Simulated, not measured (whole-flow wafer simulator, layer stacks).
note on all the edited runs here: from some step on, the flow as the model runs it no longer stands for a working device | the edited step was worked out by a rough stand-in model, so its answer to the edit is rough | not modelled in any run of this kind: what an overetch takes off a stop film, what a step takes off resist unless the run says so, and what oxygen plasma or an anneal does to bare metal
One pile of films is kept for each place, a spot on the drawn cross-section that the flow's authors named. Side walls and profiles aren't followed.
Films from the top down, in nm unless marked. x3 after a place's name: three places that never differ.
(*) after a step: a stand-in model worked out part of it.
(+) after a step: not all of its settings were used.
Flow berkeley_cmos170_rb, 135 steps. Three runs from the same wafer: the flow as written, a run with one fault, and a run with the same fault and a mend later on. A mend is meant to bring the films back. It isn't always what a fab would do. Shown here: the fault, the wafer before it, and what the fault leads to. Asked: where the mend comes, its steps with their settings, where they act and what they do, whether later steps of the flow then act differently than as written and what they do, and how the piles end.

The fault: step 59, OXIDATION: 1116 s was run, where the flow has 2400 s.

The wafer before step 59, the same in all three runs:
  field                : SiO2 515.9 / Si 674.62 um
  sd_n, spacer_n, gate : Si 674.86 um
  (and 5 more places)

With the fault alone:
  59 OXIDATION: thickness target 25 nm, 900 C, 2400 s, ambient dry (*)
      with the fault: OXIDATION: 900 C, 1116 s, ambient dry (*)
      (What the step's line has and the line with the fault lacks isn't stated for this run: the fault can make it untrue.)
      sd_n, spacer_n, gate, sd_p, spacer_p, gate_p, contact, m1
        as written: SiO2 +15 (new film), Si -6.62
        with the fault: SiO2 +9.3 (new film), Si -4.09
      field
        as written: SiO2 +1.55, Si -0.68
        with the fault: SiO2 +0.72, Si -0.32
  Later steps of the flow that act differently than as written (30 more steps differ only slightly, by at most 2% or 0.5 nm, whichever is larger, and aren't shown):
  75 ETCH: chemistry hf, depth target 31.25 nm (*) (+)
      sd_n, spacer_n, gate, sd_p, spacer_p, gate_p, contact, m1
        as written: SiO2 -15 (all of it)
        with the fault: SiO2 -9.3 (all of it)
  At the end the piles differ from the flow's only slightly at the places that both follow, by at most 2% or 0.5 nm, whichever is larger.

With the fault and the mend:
  The mend comes after step 60.
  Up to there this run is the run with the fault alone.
  60a OXIDATION: 900 C, 1250 s, ambient dry (*) (the flow's step 59 once more, with other settings)
      sd_n, spacer_n, gate, sd_p, spacer_p, gate_p, contact, m1
        SiO2 +5.8, Si -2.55
      field
        SiO2 +0.8, Si -0.35
  No later step of the flow acts differently than as written, at any place that is followed, by more than 2% or 0.5 nm, whichever is larger.
  At the end the piles differ from the flow's only slightly at the places that both follow, by at most 2% or 0.5 nm, whichever is larger.
